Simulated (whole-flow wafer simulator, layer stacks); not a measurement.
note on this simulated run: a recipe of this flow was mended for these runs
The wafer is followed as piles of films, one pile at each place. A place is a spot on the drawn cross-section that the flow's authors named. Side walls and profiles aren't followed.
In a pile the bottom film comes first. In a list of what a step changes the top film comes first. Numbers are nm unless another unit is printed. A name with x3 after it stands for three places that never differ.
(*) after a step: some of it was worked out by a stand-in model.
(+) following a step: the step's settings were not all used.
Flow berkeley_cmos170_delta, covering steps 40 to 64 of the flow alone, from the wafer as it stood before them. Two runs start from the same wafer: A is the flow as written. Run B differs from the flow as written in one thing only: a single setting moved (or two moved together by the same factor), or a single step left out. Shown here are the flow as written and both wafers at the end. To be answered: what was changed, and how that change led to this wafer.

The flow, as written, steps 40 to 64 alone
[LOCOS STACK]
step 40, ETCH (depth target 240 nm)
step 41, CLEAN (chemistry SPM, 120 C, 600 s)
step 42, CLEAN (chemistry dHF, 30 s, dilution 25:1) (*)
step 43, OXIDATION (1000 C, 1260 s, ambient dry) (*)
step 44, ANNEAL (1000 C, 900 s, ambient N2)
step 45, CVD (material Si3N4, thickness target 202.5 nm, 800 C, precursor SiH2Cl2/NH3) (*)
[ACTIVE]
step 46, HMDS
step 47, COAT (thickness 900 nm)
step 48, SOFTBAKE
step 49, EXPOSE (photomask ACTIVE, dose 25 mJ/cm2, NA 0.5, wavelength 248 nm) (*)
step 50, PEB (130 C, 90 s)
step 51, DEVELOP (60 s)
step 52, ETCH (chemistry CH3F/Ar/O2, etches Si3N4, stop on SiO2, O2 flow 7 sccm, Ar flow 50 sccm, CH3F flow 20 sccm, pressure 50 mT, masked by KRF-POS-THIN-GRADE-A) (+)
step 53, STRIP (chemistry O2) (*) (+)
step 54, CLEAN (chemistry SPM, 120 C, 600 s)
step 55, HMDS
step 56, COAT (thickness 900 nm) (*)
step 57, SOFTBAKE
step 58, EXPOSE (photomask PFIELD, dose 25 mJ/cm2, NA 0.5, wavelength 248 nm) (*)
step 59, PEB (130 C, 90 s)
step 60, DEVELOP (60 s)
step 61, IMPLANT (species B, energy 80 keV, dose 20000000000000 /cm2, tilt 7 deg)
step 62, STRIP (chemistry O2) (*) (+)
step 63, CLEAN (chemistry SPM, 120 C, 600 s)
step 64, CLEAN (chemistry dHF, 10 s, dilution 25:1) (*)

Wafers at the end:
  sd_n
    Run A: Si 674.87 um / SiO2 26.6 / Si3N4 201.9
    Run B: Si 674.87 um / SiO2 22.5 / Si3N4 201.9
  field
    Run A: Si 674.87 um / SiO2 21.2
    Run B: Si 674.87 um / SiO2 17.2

Cause: step 43, OXIDATION: 984 C was run, whereas the flow has 1000 C.

How this came from the change, step by step:
  step 43, OXIDATION (1000 C, 1260 s, ambient dry) (*)
      field, sd_n, spacer_n and 6 more: A +26.6 SiO2 (new film), -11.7 Si | B +22.5 SiO2 (new film), -9.92 Si
